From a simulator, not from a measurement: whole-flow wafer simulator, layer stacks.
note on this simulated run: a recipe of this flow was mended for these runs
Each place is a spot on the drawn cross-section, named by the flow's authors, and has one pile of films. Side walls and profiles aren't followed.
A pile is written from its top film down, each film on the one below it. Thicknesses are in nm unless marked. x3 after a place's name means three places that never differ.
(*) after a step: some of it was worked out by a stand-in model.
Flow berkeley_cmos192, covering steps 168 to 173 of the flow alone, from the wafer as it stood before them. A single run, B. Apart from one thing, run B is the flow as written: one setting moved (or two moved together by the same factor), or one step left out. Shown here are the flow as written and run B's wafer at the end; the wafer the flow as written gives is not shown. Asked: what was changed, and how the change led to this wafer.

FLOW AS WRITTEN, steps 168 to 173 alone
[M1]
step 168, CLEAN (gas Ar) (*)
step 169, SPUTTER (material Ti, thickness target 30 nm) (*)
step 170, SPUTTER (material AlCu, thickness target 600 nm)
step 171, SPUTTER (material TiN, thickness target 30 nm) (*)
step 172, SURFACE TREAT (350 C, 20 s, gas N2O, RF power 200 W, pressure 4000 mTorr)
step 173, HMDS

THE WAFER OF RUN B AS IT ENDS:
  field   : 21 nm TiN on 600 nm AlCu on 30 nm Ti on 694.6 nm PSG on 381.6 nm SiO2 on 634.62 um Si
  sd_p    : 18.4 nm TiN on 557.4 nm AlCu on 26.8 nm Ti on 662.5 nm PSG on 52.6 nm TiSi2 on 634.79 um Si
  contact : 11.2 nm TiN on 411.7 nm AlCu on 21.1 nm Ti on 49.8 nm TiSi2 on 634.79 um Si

What caused this: step 171, SPUTTER: thickness target 21 nm was run, whereas the flow has thickness target 30 nm.
One can read it off the wafer: field has TiN 21, and step 171 as written asks for 30 nm.

How this came from the change, step by step:
  step 171, SPUTTER (material TiN, thickness target 30 nm) (*)
      field, sd_n, spacer_n, gate, spacer_p, gate_p, m1: TiN gains 21 (new film) (it would be, as written: TiN gains 30 (new film))
      sd_p: TiN gains 18.4 (new film) (it would be, as written: TiN gains 26.2 (new film))
      (also at 1 further place)
